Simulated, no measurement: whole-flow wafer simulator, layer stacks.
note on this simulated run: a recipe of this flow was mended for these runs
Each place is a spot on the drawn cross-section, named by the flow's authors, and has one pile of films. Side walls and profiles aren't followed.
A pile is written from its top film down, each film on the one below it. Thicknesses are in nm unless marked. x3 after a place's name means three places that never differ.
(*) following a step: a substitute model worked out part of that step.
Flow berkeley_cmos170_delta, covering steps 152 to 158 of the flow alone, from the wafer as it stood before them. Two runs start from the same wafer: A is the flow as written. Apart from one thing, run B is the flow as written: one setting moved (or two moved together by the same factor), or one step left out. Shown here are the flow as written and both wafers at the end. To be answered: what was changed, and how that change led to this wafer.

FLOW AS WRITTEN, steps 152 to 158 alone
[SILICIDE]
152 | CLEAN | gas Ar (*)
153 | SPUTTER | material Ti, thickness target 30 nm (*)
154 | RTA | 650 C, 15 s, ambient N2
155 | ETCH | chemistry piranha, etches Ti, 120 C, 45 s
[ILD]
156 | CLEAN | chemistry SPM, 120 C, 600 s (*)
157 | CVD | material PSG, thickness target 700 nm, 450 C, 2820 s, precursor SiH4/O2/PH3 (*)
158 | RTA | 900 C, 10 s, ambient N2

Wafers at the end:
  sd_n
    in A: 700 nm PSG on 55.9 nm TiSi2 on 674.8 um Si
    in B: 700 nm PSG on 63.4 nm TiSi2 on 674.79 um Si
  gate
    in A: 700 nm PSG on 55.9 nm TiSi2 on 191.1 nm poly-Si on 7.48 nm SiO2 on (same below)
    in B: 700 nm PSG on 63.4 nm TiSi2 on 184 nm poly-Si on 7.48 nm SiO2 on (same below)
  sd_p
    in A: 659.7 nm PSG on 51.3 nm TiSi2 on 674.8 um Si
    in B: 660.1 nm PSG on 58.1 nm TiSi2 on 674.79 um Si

What caused this: step 153, SPUTTER: thickness target 34 nm was run, whereas the flow has thickness target 30 nm.

The path from the change to this, step by step:
  153 | SPUTTER | material Ti, thickness target 30 nm (*)
      field, sd_n, spacer_n, gate, spacer_p, gate_p, contact x2: A Ti gains 30 (new film) | B Ti gains 34 (new film)
      sd_p: A Ti gains 27.5 (new film) | B Ti gains 31.2 (new film)
  154 | RTA | 650 C, 15 s, ambient N2
      sd_n, contact x2: A Ti loses 23.4, TiSi first gains 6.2 (new film), TiSi2 C49 gains 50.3 (new film), Si loses 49 | B Ti loses 26.5, TiSi first gains 14.4 (new film), TiSi2 C49 gains 46 (new film), Si loses 50.6
      gate, gate_p: A Ti loses 23.4, TiSi first gains 6.2 (new film), TiSi2 C49 gains 50.3 (new film), poly-Si loses 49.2 | B Ti loses 26.5, TiSi first gains 14.4 (new film), TiSi2 C49 gains 46 (new film), poly-Si loses 50.8
      (as well as at 1 more place)
  155 | ETCH | chemistry piranha, etches Ti, 120 C, 45 s
      sd_n, gate, gate_p, contact x2: A Ti loses 6.6 (all of it), TiSi first loses 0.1 | B Ti loses 7.48 (all of it), TiSi first loses 0.1
      field, spacer_n, spacer_p: A Ti loses 30 (all of it) | B Ti loses 34 (all of it)
      (as well as at 1 more place)
  158 | RTA | 900 C, 10 s, ambient N2
      sd_n, contact x2: A under 1 film: TiSi2 gains 55.9 (new film), TiSi first loses 6.09 (all of it), TiSi2 C49 loses 50.3 (all of it), Si loses 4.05 | B under 1 film: TiSi2 gains 63.4 (new film), TiSi first loses 14.3 (all of it), TiSi2 C49 loses 46 (all of it), Si loses 9.51
      gate, gate_p: A under 1 film: TiSi2 gains 55.9 (new film), TiSi first loses 6.09 (all of it), TiSi2 C49 loses 50.3 (all of it), poly-Si loses 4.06 | B under 1 film: TiSi2 gains 63.4 (new film), TiSi first loses 14.3 (all of it), TiSi2 C49 loses 46 (all of it), poly-Si loses 9.55
      (as well as at 1 more place)
